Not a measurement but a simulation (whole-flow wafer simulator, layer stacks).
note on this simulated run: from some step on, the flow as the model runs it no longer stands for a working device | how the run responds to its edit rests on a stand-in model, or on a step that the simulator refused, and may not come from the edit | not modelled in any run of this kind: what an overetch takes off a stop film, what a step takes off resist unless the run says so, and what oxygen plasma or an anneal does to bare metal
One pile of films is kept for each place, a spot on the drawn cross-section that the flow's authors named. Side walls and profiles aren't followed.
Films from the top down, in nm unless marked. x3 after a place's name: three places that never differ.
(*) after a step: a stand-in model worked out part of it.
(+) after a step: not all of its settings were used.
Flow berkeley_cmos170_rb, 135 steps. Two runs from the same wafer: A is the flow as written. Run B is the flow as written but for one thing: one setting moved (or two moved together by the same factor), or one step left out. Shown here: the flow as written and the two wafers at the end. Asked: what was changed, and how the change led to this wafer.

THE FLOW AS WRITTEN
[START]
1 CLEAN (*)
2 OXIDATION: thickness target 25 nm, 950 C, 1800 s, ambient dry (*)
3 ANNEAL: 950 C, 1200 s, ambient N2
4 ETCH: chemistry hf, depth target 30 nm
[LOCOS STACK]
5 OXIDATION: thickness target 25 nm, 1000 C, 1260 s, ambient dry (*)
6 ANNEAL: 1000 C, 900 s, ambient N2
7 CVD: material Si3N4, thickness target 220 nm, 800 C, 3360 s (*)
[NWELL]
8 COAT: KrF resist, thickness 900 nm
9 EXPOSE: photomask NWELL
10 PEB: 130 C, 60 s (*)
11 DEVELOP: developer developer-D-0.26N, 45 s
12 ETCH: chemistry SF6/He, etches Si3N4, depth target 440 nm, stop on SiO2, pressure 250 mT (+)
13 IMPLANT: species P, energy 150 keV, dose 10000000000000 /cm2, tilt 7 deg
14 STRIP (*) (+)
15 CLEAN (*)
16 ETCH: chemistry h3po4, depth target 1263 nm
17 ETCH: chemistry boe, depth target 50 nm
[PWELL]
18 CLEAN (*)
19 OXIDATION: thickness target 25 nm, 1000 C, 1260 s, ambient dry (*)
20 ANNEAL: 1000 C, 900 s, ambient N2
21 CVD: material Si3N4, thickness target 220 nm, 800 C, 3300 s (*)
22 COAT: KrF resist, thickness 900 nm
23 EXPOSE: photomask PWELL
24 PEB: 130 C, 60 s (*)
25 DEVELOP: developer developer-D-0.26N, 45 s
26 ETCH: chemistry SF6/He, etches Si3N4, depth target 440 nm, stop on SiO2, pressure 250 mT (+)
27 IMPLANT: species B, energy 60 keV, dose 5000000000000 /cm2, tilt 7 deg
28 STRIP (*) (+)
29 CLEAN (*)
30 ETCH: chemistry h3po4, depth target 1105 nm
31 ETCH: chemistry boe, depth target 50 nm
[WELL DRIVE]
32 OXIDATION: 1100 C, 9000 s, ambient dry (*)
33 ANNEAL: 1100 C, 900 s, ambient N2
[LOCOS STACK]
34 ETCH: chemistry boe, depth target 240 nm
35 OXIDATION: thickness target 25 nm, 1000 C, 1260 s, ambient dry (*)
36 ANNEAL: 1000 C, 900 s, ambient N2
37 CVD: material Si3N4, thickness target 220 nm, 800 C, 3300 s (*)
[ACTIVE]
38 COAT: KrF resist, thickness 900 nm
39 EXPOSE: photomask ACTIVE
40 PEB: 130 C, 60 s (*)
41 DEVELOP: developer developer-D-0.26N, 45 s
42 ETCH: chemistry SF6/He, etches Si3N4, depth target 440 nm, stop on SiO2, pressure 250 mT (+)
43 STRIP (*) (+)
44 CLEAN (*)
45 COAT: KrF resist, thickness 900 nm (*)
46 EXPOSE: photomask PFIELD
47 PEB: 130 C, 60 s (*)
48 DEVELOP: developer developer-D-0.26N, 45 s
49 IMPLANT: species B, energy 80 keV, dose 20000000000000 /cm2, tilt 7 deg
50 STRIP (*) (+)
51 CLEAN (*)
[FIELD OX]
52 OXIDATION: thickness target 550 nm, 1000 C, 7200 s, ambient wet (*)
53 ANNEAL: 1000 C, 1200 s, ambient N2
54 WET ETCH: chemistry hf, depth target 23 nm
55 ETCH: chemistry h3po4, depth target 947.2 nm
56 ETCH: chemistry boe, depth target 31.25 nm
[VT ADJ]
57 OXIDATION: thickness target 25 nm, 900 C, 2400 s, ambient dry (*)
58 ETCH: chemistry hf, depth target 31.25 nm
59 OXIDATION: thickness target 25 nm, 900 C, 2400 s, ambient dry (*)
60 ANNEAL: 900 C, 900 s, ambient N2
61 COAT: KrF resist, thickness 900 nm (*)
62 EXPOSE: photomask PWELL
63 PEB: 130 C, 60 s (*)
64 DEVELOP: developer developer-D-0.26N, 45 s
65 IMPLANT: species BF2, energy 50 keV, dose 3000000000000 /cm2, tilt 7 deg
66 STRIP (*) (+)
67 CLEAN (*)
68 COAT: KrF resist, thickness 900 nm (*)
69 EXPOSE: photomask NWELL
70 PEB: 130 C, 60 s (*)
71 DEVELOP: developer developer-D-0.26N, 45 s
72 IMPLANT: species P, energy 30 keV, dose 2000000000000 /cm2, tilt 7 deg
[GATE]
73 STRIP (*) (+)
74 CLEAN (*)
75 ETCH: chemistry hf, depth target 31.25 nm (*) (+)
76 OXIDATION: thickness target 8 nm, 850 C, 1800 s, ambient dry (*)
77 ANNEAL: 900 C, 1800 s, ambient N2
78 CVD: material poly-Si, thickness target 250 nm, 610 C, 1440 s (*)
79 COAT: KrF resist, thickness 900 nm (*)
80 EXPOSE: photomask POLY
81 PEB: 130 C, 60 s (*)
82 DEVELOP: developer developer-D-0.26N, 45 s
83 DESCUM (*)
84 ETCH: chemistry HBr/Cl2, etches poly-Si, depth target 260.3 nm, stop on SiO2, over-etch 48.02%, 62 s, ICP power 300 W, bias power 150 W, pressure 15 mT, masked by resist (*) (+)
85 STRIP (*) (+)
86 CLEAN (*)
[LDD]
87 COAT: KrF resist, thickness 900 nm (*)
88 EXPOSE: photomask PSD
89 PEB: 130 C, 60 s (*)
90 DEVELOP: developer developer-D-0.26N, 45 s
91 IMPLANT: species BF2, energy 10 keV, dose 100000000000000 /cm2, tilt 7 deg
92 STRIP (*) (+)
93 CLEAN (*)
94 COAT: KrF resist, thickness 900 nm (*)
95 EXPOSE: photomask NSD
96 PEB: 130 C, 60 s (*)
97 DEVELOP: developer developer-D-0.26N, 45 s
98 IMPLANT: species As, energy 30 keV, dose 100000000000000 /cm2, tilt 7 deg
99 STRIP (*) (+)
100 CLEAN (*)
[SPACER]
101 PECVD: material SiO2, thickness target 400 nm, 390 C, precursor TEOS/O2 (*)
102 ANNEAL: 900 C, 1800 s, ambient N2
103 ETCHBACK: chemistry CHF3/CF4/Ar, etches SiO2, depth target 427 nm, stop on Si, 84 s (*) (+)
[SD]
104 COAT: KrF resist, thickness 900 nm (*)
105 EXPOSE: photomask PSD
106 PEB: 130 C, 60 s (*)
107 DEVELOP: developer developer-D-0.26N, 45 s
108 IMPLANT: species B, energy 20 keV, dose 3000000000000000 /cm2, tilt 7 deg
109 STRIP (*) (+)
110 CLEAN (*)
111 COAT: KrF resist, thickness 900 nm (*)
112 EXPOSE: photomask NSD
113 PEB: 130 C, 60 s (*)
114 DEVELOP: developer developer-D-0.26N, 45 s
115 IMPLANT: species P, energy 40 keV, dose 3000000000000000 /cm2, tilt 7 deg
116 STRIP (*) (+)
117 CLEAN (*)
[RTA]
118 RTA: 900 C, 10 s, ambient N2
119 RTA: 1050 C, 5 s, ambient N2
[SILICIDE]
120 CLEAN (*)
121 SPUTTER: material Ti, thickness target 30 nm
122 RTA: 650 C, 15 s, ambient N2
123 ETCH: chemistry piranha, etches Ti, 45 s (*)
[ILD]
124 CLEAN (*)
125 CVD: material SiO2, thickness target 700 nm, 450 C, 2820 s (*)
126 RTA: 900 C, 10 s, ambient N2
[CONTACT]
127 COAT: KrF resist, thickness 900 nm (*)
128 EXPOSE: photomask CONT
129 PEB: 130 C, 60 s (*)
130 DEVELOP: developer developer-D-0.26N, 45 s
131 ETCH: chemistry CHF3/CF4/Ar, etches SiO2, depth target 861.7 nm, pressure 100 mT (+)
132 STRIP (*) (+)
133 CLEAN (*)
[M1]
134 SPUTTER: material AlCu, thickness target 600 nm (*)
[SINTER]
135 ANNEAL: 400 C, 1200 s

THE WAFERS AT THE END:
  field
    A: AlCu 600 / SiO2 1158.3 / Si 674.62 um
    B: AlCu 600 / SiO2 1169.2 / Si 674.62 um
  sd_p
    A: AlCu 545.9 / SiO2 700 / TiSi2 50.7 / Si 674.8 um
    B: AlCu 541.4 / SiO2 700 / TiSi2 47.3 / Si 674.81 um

The cause: step 58, ETCH: depth target 20.31 nm was run, where the flow has depth target 31.25 nm.

How the change led to this, step by step:
  58 ETCH: chemistry hf, depth target 31.25 nm
      field: A SiO2 -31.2 | B SiO2 -20.3
  121 SPUTTER: material Ti, thickness target 30 nm
      sd_p: A Ti +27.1 (new film) | B Ti +25.3 (new film)
  122 RTA: 650 C, 15 s, ambient N2
      sd_p: A Ti -21.1, TiSi first +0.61 (new film), TiSi2 C49 +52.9 (new film), Si -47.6 | B Ti -19.7, TiSi2 C49 +50.2 (new film), Si -44.8
  126 RTA: 900 C, 10 s, ambient N2
      sd_p: A under 1 film: TiSi2 +50.7 (new film), TiSi first -0.61 (all of it), TiSi2 C49 -52.9 (all of it), Si -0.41 | B under 1 film: TiSi2 +47.3 (new film), TiSi2 C49 -50.2 (all of it)
